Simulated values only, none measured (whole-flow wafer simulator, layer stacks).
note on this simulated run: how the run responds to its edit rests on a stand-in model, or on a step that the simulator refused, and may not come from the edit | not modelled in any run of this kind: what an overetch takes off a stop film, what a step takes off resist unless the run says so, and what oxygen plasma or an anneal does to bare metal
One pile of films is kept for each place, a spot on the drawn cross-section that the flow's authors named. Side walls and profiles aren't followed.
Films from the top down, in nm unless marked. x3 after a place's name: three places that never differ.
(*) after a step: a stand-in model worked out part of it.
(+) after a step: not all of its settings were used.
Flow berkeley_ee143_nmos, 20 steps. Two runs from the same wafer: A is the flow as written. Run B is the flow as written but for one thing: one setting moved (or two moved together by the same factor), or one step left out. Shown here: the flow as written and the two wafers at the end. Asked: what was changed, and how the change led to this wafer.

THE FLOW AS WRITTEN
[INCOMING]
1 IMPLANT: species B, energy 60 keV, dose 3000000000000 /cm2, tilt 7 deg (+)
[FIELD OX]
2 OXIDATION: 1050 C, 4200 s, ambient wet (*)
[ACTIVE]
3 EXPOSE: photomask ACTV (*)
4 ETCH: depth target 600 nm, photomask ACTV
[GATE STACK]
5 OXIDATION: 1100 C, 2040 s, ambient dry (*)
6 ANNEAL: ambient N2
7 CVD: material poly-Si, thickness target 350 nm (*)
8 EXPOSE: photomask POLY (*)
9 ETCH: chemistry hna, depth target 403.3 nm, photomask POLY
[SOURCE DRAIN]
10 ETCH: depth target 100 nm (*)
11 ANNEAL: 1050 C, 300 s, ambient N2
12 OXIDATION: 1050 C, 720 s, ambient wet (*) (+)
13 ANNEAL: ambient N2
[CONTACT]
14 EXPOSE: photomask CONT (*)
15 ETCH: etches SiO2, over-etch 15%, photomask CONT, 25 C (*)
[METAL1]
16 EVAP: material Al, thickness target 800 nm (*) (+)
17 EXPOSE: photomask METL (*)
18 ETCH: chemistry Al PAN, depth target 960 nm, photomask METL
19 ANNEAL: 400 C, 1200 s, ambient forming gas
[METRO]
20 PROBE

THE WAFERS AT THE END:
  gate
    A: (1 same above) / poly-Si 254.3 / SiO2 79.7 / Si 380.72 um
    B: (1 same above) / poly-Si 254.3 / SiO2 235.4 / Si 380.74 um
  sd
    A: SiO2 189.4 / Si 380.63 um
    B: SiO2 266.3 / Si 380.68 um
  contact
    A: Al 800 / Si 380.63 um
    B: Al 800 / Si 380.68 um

The cause: step 4, ETCH: depth target 356 nm was run, where the flow has depth target 600 nm.

How the change led to this, step by step:
  4 ETCH: depth target 600 nm, photomask ACTV
      gate, sd, contact: A SiO2 -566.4 (all of it) | B SiO2 -356
  5 OXIDATION: 1100 C, 2040 s, ambient dry (*)
      gate, sd, contact: A SiO2 +79.7 (new film), Si -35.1 | B SiO2 +25, Si -11
  10 ETCH: depth target 100 nm (*)
      sd, contact: A SiO2 -79.7 (all of it) | B SiO2 -100
  12 OXIDATION: 1050 C, 720 s, ambient wet (*) (+)
      sd, contact: A SiO2 +189.4 (new film), Si -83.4 | B SiO2 +130.9, Si -57.6
  15 ETCH: etches SiO2, over-etch 15%, photomask CONT, 25 C (*)
      contact: A SiO2 -189.4 (all of it) | B SiO2 -266.3 (all of it)
